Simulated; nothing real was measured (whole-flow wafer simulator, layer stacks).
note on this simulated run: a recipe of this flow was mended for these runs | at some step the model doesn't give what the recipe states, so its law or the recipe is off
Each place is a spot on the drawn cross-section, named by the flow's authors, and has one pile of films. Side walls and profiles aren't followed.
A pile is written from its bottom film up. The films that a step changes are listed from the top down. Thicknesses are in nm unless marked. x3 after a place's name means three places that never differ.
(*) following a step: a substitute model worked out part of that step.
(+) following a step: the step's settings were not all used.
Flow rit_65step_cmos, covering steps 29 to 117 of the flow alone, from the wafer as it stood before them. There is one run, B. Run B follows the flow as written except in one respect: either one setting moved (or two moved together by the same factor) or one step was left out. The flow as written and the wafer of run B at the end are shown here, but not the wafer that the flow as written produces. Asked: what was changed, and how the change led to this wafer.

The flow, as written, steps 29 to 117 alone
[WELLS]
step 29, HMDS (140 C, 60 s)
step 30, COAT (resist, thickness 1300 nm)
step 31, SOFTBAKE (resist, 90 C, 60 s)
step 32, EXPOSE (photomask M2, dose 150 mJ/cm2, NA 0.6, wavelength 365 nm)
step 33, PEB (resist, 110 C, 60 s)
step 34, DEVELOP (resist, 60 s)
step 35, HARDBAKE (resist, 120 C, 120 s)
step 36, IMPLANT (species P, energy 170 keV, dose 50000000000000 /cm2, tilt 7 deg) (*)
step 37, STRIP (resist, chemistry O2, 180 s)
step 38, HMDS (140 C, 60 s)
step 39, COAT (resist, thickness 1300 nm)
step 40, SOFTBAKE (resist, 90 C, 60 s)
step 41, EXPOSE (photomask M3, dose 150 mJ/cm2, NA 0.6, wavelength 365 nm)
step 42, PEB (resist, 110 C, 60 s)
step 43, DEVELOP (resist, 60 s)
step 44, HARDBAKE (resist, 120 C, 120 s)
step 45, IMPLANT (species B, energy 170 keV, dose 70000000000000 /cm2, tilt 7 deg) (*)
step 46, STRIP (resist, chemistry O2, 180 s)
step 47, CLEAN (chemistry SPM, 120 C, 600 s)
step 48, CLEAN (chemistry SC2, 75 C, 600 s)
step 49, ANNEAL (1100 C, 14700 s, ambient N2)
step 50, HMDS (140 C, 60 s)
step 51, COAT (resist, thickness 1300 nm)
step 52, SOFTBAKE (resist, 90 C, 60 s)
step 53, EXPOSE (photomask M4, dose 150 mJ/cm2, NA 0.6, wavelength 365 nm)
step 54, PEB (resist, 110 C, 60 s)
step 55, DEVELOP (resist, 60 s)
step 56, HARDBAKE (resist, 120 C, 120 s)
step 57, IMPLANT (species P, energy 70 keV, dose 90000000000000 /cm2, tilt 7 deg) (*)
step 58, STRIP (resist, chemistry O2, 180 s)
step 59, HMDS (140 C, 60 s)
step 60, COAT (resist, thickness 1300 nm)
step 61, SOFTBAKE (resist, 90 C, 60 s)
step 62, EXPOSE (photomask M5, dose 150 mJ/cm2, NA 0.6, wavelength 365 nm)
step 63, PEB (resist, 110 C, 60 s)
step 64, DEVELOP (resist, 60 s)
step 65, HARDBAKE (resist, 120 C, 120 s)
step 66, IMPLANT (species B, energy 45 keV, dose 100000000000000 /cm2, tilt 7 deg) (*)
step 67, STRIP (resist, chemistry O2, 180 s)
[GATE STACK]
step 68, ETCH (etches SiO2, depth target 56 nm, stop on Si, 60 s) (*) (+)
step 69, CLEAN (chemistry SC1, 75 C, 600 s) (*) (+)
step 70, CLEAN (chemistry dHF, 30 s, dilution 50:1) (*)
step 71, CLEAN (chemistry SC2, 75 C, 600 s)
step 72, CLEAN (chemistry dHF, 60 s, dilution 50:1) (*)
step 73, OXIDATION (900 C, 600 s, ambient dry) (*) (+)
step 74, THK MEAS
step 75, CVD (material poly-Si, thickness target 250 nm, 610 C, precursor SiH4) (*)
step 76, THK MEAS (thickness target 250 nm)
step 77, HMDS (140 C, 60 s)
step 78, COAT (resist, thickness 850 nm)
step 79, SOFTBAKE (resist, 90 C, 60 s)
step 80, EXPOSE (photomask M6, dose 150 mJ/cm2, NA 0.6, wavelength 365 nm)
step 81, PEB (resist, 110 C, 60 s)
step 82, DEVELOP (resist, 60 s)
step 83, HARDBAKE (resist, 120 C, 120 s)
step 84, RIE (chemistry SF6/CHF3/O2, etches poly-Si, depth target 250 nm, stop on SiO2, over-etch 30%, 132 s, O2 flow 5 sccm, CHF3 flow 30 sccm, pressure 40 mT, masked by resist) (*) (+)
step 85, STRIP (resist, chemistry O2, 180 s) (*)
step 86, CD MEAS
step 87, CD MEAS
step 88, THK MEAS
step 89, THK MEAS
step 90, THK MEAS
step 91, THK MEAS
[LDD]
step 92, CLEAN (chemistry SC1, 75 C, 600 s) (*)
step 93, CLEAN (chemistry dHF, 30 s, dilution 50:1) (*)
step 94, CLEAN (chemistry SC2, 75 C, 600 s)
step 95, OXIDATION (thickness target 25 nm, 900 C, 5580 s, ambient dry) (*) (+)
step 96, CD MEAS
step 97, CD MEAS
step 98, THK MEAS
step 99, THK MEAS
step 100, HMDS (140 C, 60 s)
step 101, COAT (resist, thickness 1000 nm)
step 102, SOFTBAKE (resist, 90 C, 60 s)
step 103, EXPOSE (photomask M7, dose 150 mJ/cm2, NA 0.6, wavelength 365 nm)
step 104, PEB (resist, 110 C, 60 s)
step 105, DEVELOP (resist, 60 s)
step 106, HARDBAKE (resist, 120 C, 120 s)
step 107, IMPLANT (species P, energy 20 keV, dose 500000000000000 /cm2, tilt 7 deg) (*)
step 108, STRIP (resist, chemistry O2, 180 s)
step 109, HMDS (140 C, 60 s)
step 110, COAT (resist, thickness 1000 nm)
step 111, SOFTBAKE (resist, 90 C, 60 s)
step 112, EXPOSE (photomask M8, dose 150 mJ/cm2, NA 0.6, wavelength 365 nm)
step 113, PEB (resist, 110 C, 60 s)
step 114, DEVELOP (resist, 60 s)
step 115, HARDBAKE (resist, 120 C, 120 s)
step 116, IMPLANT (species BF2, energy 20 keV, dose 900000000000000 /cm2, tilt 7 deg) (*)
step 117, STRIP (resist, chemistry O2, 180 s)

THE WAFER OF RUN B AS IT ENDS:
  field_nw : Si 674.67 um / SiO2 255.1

What caused this: step 57, IMPLANT: species P, energy 70 keV, dose 90000000000000 /cm2, tilt 7 deg (*), was skipped.

Step by step, how the change led to this:
  step 70, CLEAN (chemistry dHF, 30 s, dilution 50:1) (*)
      field_nw, field_p: -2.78 SiO2 (it would be, as written: -5.75 SiO2)
  step 72, CLEAN (chemistry dHF, 60 s, dilution 50:1) (*)
      field_nw, field_p: -5.56 SiO2 (it would be, as written: -11.3 SiO2)
